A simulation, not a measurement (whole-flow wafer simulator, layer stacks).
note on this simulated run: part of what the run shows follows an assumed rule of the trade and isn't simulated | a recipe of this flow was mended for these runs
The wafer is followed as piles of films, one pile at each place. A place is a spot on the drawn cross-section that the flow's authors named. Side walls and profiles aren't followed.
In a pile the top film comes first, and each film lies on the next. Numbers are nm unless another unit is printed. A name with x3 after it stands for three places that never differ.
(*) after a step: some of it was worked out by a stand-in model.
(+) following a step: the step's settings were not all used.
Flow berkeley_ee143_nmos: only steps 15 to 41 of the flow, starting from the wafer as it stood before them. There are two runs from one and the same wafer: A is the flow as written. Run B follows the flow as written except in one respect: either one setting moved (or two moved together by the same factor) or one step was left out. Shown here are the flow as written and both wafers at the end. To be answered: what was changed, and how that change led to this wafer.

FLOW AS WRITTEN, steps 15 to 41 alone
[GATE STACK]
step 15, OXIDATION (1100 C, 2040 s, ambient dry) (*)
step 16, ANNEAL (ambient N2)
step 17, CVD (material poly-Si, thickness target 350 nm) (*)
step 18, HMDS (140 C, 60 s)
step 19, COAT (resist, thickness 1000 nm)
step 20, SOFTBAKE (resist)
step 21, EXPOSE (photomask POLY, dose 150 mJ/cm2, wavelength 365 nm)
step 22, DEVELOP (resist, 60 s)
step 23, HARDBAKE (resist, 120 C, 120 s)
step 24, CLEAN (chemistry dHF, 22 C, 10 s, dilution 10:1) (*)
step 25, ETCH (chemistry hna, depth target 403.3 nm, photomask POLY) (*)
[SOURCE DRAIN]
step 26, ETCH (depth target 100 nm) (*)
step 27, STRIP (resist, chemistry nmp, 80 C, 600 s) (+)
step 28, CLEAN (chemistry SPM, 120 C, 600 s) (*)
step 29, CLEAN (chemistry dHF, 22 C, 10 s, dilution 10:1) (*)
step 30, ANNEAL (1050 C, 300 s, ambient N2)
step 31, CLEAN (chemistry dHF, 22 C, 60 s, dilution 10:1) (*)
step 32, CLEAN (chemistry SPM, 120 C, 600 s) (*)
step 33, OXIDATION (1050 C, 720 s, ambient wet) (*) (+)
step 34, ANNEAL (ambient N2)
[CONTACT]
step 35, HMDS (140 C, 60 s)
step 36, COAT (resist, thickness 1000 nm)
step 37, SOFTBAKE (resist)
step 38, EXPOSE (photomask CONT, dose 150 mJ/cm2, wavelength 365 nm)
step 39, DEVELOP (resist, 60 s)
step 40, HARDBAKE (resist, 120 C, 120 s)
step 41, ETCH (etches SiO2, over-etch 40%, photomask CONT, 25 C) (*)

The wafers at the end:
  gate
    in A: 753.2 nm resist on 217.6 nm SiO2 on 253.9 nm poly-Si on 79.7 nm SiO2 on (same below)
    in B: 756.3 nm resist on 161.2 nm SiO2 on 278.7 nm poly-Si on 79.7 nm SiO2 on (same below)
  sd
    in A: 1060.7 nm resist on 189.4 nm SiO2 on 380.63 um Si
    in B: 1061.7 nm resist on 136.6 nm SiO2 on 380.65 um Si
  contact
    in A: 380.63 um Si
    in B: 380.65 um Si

What caused this: step 33, OXIDATION: 461 s was run, though the flow has 720 s.

Step by step, how the change led to this:
  step 33, OXIDATION (1050 C, 720 s, ambient wet) (*) (+)
      sd, contact: A +189.4 SiO2 (new film), -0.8 chemical SiO2 (all of it), -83 Si | B +136.6 SiO2 (new film), -0.8 chemical SiO2 (all of it), -59.8 Si
      gate: A +217.6 SiO2 (new film), -0.8 chemical SiO2 (all of it), -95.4 poly-Si | B +161.2 SiO2 (new film), -0.8 chemical SiO2 (all of it), -70.6 poly-Si
      (as well as at 1 more place)
  step 41, ETCH (etches SiO2, over-etch 40%, photomask CONT, 25 C) (*)
      contact: A -189.4 SiO2 (all of it) | B -136.6 SiO2 (all of it)
